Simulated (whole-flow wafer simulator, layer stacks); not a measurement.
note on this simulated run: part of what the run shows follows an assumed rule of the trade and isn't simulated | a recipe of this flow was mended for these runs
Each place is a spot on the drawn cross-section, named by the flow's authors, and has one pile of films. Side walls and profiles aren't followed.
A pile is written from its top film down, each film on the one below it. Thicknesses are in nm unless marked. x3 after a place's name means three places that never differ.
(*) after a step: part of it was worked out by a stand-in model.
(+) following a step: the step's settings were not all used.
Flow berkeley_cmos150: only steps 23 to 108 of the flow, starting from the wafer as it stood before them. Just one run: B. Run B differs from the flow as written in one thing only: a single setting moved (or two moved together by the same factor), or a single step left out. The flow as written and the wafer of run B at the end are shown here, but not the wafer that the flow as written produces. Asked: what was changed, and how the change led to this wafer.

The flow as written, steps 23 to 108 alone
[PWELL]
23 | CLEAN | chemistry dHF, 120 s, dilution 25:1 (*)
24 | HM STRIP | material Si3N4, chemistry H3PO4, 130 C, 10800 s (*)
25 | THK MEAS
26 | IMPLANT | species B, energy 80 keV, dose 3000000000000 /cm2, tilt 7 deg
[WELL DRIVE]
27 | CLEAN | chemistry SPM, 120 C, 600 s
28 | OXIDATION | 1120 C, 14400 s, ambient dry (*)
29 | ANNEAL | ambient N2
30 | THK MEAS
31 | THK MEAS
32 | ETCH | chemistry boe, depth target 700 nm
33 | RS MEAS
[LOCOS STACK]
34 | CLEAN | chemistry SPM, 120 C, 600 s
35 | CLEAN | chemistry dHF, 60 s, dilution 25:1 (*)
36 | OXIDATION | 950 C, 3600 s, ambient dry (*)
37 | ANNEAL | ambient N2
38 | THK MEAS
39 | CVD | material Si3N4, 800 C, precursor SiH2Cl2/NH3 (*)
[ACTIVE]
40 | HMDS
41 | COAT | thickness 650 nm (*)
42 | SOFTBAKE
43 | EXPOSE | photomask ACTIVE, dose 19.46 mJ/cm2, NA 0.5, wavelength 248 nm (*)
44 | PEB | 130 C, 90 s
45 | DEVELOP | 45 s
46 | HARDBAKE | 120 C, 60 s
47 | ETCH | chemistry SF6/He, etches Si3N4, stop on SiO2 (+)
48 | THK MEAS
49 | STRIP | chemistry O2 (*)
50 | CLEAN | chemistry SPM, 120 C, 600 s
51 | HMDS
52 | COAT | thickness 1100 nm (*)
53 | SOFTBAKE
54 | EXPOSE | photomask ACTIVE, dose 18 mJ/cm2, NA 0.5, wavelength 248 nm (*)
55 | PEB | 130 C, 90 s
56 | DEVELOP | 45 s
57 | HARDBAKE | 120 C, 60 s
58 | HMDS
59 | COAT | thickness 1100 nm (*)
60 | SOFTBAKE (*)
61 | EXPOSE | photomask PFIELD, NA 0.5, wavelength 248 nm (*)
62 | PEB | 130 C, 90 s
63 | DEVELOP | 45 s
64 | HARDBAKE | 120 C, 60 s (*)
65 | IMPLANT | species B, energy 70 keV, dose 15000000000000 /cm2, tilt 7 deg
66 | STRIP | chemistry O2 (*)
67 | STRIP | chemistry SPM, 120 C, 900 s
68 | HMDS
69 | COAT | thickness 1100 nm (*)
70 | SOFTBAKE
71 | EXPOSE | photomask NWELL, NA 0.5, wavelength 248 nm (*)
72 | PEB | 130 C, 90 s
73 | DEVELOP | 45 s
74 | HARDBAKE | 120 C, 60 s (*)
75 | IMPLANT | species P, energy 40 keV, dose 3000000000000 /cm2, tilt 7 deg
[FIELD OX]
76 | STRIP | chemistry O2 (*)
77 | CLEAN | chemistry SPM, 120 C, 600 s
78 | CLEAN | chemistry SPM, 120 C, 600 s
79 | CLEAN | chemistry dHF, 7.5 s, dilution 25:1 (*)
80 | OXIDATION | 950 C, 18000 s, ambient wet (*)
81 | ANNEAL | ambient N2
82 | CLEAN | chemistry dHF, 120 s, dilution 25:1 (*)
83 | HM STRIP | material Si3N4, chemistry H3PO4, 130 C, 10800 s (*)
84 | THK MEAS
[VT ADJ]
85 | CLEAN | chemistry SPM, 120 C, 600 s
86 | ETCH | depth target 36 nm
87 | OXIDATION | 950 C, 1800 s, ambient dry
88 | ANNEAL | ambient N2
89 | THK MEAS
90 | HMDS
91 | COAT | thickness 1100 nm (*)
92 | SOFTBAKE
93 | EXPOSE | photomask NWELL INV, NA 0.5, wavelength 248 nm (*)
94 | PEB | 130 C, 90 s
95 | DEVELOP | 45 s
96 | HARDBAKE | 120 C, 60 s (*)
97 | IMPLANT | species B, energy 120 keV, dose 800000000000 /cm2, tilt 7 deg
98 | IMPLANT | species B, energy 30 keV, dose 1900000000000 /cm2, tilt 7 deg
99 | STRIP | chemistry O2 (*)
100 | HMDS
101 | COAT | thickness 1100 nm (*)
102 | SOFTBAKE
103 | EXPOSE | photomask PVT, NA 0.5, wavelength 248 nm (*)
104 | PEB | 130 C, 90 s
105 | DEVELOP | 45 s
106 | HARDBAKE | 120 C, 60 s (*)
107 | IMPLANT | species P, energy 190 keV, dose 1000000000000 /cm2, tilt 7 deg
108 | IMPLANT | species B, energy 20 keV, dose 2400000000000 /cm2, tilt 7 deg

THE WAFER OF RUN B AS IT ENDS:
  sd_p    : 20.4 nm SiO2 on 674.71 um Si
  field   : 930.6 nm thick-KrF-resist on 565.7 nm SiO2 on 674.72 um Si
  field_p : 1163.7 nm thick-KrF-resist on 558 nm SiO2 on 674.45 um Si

The reason: step 24, HM STRIP: 91 C was run, though the flow has 130 C.

Step by step, how the change led to this:
  24 | HM STRIP | material Si3N4, chemistry H3PO4, 130 C, 10800 s (*)
      field, sd_n, gate_n, contact, m1: Si3N4 loses 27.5 (as written it would have been: Si3N4 loses 99.4 (all of it), SiO2 loses 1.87)
      field_p, sd_p, gate_p: SiO2 loses 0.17 (as written it would have been: SiO2 loses 2.72)
  28 | OXIDATION | 1120 C, 14400 s, ambient dry (*)
      field, sd_n, gate_n, contact, m1: nothing (as written it would have been: SiO2 gains 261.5, Si loses 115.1)
  32 | ETCH | chemistry boe, depth target 700 nm
      field, sd_n, gate_n, contact, m1: Si3N4 loses 7 (as written it would have been: SiO2 loses 291.1 (all of it))
  34 | CLEAN | chemistry SPM, 120 C, 600 s
      field, sd_n, gate_n, contact, m1: nothing (as written it would have been: chemical SiO2 gains 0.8 (new film), Si loses 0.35)
  35 | CLEAN | chemistry dHF, 60 s, dilution 25:1 (*)
      field, sd_n, gate_n, contact, m1: Si3N4 loses 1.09 (as written it would have been: chemical SiO2 loses 0.8 (all of it))
  36 | OXIDATION | 950 C, 3600 s, ambient dry (*)
      field, sd_n, gate_n, contact, m1: nothing (as written it would have been: SiO2 gains 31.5 (new film), Si loses 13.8)
  39 | CVD | material Si3N4, 800 C, precursor SiH2Cl2/NH3 (*)
      field, sd_n, gate_n, contact, m1: Si3N4 gains 106 (as written it would have been: Si3N4 gains 106 (new film))
  41 | COAT | thickness 650 nm (*)
      field: KrF-resist gains 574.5 (new film) (as written it would have been: KrF-resist gains 646.4 (new film))
      field_p: KrF-resist gains 810.7 (new film) (as written it would have been: KrF-resist gains 715.2 (new film))
      (as well as at 3 more places)
  45 | DEVELOP | 45 s
      field: KrF-resist loses 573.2 (all of it) (as written it would have been: KrF-resist loses 645 (all of it))
      field_p: KrF-resist loses 808.9 (all of it) (as written it would have been: KrF-resist loses 713.6 (all of it))
  46 | HARDBAKE | 120 C, 60 s
      sd_n: KrF-resist loses 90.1 (as written it would have been: KrF-resist loses 93.3)
      sd_p: KrF-resist loses 111.3 (as written it would have been: KrF-resist loses 102.4)
      (as well as at 1 more place)
  47 | ETCH | chemistry SF6/He, etches Si3N4, stop on SiO2 (+)
      sd_n, gate_n, sd_p, gate_p, contact, m1: KrF-resist loses 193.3 (as written it would have been: KrF-resist loses 124)
      field: Si3N4 loses 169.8 (all of it), SiO2 loses 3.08 (as written it would have been: Si3N4 loses 106 (all of it), SiO2 loses 3.08)
      (as well as at 1 more place)
  49 | STRIP | chemistry O2 (*)
      sd_n: KrF-resist loses 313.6 (all of it) (as written it would have been: KrF-resist loses 400.9 (all of it))
      gate_n: KrF-resist loses 332.6 (all of it) (as written it would have been: KrF-resist loses 409.3 (all of it))
      (as well as at 4 more places)
  52 | COAT | thickness 1100 nm (*)
      field_p: thick-KrF-resist gains 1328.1 (new film) (as written it would have been: thick-KrF-resist gains 1219.5 (new film))
      sd_n: thick-KrF-resist gains 960.5 (new film) (as written it would have been: thick-KrF-resist gains 1019.1 (new film))
      (as well as at 5 more places)
  56 | DEVELOP | 45 s
      field_p: thick-KrF-resist loses 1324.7 (all of it) (as written it would have been: thick-KrF-resist loses 1216.4 (all of it))
  57 | HARDBAKE | 120 C, 60 s
      sd_n: thick-KrF-resist loses 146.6 (as written it would have been: thick-KrF-resist loses 155.7)
      gate_n: thick-KrF-resist loses 152.4 (as written it would have been: thick-KrF-resist loses 158.8)
      (as well as at 4 more places)
  59 | COAT | thickness 1100 nm (*)
      field_p: thick-KrF-resist gains 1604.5 (new film) (as written it would have been: thick-KrF-resist gains 1495 (new film))
      sd_n: thick-KrF-resist gains 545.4 (as written it would have been: thick-KrF-resist gains 562)
      (as well as at 5 more places)
  ... 11 other steps ...
  105 | DEVELOP | 45 s
      sd_p: thick-KrF-resist loses 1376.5 (all of it) (as written it would have been: thick-KrF-resist loses 1314 (all of it))
      gate_p: thick-KrF-resist loses 1348.4 (all of it) (as written it would have been: thick-KrF-resist loses 1288.3 (all of it))
